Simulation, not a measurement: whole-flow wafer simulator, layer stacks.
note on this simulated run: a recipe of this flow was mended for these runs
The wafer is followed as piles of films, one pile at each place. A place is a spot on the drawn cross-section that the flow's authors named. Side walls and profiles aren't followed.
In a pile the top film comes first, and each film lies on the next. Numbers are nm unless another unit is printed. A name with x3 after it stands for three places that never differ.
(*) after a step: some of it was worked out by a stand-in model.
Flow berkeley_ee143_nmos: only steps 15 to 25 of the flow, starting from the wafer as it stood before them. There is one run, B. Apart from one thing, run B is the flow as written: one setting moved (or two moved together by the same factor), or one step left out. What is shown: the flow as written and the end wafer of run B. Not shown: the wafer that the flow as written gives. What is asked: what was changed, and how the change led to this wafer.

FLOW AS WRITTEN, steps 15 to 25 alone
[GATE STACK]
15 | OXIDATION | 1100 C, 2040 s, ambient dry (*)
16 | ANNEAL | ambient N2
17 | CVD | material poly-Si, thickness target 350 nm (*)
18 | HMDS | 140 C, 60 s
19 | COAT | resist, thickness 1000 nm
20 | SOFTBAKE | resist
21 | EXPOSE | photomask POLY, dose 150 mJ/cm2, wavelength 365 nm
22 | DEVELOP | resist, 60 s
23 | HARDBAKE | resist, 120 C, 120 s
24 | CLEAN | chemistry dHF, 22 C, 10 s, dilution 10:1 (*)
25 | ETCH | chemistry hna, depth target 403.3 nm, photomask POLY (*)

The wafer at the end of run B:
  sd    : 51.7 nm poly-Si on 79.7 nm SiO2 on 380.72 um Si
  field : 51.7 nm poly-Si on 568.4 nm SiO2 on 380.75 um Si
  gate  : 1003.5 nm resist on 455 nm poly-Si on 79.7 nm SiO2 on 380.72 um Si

What caused this: step 17, CVD: thickness target 455 nm was run, while the flow as written has thickness target 350 nm.
The wafer itself shows it: gate has poly-Si 455, and step 17 as written asks for 350 nm.

Step by step, how the change led to this:
  17 | CVD | material poly-Si, thickness target 350 nm (*)
      gate, sd, contact, field: +455 poly-Si (new film) (in the flow as written it would be: +350 poly-Si (new film))
  25 | ETCH | chemistry hna, depth target 403.3 nm, photomask POLY (*)
      sd, contact, field: -403.3 poly-Si (in the flow as written it would be: -350 poly-Si (all of it), -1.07 SiO2)
